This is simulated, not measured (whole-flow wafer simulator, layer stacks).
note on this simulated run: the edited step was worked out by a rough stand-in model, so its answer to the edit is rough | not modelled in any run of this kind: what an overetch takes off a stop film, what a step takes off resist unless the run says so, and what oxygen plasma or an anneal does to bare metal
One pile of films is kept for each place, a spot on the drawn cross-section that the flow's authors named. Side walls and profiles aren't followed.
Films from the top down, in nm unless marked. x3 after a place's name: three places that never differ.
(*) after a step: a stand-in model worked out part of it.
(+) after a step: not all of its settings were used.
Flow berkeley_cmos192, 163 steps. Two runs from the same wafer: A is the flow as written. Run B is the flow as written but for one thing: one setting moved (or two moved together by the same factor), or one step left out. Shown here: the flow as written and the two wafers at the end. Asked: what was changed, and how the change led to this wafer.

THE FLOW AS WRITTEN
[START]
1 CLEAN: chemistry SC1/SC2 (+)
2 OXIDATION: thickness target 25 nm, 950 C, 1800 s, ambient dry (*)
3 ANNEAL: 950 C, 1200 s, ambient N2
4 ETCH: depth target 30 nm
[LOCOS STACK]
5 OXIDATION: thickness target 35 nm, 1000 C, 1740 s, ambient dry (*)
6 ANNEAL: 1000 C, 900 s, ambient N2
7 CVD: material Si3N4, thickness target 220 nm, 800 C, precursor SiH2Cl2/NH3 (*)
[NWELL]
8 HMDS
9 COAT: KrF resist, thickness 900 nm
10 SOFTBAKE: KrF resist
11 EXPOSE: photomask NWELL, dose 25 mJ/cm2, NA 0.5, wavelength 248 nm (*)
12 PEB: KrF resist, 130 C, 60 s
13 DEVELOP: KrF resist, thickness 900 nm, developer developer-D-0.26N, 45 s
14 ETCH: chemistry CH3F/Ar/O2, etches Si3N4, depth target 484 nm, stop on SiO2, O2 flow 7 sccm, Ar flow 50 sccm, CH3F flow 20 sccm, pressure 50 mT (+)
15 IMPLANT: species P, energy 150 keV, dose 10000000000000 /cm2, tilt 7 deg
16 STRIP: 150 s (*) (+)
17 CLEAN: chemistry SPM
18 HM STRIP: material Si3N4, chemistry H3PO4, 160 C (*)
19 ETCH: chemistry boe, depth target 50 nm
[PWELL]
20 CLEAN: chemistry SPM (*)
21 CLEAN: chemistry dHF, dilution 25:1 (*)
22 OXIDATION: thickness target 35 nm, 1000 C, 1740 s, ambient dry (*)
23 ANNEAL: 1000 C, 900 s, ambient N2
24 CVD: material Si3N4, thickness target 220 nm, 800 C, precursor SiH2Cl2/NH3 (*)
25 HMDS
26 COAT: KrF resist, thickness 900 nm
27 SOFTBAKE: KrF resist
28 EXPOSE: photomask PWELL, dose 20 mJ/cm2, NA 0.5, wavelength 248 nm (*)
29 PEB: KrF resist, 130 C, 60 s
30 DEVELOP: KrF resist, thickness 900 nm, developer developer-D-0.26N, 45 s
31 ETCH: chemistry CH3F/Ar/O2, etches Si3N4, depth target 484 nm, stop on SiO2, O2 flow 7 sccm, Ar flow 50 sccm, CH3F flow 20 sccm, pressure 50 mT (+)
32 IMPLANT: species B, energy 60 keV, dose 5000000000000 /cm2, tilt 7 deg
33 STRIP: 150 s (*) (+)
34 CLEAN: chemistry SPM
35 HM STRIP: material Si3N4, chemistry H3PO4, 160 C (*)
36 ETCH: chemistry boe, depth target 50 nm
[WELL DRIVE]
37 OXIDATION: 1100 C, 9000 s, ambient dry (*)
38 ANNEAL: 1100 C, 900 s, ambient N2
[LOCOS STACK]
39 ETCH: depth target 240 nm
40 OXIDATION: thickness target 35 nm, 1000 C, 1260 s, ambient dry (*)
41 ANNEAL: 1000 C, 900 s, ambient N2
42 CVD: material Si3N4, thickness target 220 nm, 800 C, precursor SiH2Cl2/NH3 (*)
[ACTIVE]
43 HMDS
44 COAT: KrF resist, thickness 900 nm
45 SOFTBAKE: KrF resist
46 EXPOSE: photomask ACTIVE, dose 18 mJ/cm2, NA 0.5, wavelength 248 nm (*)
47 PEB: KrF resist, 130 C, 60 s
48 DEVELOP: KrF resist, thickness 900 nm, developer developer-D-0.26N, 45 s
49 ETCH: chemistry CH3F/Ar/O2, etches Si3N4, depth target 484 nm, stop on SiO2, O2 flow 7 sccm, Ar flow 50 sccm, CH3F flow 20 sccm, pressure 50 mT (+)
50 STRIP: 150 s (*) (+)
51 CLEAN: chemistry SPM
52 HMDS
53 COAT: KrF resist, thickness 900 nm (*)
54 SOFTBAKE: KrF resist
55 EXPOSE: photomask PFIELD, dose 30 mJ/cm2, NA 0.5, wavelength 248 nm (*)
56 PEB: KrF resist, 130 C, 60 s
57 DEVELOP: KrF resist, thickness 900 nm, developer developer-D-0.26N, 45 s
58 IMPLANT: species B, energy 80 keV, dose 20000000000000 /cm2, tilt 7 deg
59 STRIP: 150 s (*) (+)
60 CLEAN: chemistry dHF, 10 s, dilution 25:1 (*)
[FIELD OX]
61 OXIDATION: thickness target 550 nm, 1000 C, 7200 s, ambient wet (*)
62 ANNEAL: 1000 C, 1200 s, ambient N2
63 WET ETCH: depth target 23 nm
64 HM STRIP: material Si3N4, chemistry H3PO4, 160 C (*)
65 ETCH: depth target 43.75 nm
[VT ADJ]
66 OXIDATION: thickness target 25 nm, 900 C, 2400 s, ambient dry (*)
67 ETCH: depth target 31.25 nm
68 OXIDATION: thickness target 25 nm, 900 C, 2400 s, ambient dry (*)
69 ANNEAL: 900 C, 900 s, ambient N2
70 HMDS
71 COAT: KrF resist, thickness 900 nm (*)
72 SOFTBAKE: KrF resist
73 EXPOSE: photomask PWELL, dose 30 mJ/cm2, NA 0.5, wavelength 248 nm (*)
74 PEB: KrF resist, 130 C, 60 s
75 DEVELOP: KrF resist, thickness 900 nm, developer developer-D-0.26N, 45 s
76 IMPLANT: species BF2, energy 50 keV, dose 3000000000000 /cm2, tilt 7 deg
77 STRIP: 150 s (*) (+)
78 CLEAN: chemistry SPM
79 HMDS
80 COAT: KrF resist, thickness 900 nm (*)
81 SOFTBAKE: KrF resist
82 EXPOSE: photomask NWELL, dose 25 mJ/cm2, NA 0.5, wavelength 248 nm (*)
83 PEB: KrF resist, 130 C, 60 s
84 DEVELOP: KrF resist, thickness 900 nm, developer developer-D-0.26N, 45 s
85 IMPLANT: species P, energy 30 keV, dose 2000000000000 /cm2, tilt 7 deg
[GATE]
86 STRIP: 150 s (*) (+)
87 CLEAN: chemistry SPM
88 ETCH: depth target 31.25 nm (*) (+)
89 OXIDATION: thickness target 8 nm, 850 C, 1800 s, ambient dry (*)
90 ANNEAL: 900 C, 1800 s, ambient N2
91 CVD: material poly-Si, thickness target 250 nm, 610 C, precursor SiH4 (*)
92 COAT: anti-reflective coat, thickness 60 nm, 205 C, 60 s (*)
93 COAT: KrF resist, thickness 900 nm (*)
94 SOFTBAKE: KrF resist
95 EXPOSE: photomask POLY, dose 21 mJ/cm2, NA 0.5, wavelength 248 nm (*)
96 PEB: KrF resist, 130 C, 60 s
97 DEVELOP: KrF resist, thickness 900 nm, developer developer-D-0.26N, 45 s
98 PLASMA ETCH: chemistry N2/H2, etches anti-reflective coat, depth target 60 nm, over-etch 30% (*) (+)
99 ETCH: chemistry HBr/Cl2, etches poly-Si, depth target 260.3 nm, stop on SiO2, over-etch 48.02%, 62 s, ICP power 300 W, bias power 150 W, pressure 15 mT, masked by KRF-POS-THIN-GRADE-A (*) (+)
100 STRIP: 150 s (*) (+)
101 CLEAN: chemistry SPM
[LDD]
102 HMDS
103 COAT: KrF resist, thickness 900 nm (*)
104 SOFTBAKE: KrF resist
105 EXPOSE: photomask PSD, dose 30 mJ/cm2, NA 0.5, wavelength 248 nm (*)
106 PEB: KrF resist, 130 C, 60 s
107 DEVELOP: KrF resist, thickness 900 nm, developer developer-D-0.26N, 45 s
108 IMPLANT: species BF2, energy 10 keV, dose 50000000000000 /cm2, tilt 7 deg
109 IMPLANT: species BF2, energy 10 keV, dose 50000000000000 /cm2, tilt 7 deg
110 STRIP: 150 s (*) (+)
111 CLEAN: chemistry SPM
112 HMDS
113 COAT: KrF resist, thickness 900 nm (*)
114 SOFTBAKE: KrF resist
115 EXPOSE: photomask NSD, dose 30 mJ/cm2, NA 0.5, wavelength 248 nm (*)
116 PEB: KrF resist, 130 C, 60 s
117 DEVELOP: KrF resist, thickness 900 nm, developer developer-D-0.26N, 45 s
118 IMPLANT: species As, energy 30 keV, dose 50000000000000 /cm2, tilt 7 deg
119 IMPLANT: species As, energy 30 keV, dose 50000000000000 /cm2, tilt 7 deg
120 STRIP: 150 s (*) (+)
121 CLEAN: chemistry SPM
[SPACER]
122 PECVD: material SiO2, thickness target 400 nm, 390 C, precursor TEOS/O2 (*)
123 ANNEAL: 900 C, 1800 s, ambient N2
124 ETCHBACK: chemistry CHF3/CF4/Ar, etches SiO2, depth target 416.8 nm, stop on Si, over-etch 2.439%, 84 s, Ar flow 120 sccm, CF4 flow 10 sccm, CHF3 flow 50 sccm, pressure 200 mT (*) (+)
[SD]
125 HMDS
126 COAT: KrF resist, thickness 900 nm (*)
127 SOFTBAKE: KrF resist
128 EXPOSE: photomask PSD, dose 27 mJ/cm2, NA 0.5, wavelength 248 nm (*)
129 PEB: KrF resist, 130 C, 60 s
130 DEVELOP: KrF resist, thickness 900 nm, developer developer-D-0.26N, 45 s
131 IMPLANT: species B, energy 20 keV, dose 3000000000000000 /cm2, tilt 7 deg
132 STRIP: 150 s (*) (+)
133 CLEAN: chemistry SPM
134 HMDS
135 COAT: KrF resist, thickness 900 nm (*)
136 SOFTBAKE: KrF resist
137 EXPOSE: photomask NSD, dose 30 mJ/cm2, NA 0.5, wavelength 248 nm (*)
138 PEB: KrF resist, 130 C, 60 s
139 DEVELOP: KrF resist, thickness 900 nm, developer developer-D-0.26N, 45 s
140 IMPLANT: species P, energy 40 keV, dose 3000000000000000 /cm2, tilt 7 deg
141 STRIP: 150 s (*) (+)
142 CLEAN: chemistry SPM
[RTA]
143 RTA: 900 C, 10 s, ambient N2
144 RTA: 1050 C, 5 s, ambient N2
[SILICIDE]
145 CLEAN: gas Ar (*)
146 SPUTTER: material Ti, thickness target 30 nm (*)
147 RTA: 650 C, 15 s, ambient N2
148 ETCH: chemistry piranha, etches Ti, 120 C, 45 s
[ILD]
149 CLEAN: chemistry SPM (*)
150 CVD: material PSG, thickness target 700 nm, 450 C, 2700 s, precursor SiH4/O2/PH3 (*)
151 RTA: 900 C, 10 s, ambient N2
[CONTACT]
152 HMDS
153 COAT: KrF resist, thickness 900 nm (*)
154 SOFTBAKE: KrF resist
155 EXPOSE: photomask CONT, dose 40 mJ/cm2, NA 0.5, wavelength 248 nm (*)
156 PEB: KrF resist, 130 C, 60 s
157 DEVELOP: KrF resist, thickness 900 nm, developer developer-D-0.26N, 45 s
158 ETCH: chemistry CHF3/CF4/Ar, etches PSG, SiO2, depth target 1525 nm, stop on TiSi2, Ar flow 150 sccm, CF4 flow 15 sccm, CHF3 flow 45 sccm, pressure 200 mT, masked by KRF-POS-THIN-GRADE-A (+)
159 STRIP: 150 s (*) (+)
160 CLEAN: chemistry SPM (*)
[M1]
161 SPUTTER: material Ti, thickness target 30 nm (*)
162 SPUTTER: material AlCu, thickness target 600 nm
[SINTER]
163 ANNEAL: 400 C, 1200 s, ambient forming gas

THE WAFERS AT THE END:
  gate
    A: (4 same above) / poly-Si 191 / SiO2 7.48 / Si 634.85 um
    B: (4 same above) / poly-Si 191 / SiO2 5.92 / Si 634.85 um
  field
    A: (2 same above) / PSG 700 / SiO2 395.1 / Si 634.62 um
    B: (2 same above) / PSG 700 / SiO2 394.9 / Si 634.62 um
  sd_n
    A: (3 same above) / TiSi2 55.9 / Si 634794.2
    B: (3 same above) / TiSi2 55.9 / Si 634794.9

The cause: step 89, OXIDATION: 827 C was run, where the flow has 850 C.

How the change led to this, step by step:
  89 OXIDATION: thickness target 8 nm, 850 C, 1800 s, ambient dry (*)
      sd_n, spacer_n, gate, sd_p, spacer_p, gate_p, contact, m1: A SiO2 +7.48 (new film), Si -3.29 | B SiO2 +5.92 (new film), Si -2.6
